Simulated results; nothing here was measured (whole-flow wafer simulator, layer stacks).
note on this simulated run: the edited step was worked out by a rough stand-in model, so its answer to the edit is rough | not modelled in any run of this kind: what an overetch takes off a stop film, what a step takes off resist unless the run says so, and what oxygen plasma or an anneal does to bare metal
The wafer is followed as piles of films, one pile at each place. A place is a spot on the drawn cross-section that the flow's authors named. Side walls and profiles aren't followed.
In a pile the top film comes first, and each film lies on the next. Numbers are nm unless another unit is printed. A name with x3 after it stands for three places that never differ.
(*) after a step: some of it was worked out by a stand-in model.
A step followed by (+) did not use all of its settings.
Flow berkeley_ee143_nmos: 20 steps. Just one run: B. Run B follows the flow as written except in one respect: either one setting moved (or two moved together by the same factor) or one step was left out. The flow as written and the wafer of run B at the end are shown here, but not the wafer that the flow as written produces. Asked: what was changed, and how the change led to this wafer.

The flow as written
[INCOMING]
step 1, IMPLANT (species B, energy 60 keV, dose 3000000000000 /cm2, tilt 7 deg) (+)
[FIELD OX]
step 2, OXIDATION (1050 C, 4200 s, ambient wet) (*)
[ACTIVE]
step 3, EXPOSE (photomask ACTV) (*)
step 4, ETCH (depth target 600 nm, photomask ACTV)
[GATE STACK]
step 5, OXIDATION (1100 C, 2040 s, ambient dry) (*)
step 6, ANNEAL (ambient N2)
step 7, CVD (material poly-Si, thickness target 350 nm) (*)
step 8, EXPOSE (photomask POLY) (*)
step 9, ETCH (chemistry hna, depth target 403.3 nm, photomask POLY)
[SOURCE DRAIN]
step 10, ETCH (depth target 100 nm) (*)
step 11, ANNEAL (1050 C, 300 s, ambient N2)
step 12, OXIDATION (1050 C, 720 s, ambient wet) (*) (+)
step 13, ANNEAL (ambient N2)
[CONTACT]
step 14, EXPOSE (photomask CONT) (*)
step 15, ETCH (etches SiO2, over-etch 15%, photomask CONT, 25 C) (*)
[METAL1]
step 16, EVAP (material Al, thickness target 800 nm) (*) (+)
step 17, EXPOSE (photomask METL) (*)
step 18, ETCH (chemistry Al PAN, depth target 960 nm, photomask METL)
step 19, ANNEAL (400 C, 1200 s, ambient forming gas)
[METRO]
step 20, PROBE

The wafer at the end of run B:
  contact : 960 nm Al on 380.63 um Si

What caused this: step 16, EVAP: thickness target 960 nm was run, while the flow as written has thickness target 800 nm.
One can read it off the wafer: contact has Al 960, and step 16 as written asks for 800 nm.

The path from the change to this, step by step:
  step 16, EVAP (material Al, thickness target 800 nm) (*) (+)
      gate, sd, contact, field: +960 Al (new film) (as written it would have been: +800 Al (new film))
  step 18, ETCH (chemistry Al PAN, depth target 960 nm, photomask METL)
      gate, sd, field: -960 Al (all of it) (as written it would have been: -800 Al (all of it))
